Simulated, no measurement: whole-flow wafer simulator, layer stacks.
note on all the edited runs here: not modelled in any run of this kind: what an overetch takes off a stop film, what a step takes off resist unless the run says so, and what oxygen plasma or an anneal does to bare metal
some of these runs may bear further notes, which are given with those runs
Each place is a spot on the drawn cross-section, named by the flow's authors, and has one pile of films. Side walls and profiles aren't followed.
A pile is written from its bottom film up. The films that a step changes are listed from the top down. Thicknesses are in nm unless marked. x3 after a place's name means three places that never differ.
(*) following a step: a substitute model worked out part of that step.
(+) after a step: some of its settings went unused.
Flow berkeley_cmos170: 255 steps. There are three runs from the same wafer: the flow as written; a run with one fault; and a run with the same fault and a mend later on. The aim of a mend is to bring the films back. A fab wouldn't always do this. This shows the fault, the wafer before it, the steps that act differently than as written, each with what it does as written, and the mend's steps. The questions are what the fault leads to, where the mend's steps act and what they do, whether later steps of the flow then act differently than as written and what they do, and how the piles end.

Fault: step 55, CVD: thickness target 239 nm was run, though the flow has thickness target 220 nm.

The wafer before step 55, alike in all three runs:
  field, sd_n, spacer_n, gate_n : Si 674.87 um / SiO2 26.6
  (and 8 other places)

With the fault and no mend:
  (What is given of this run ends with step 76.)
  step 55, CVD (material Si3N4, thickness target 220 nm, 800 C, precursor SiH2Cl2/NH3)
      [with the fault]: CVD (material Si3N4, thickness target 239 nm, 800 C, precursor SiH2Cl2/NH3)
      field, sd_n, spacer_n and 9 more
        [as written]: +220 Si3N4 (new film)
        [with the fault]: +239 Si3N4 (new film)
  Later steps of the flow acting differently than as written (5 more steps, not shown, differ only slightly: by at most 2% or 0.5 nm, whichever is larger):
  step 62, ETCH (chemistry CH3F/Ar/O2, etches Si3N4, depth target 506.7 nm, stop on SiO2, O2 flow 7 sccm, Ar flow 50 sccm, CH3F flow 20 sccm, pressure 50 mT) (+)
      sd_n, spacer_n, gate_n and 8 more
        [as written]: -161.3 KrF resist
        [with the fault]: -174 KrF resist
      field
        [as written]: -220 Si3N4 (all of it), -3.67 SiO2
        [with the fault]: -239 Si3N4 (all of it), -3.67 SiO2
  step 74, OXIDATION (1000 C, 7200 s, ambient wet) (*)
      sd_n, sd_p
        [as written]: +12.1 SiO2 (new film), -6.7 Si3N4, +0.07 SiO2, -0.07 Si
        [with the fault]: +12.1 SiO2 (new film), -6.7 Si3N4
  Once step 76 is done, the piles at sd_n, spacer_n, gate_n and 8 more depart from the flow's by more than 2% or 0.5 nm, whichever is larger.
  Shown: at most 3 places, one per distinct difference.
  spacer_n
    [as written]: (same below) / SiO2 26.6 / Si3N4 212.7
    [with the fault]: (same below) / SiO2 26.6 / Si3N4 231.8
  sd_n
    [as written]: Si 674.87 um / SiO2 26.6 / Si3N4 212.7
    [with the fault]: Si 674.87 um / SiO2 26.6 / Si3N4 231.8

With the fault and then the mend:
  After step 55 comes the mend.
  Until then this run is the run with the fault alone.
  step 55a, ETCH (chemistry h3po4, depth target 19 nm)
      field, sd_n, spacer_n and 9 more
        -19 Si3N4
  Later steps of the flow that are run all act as written at every place that is followed.
  The piles end the same as the flow's at every place that both follow.
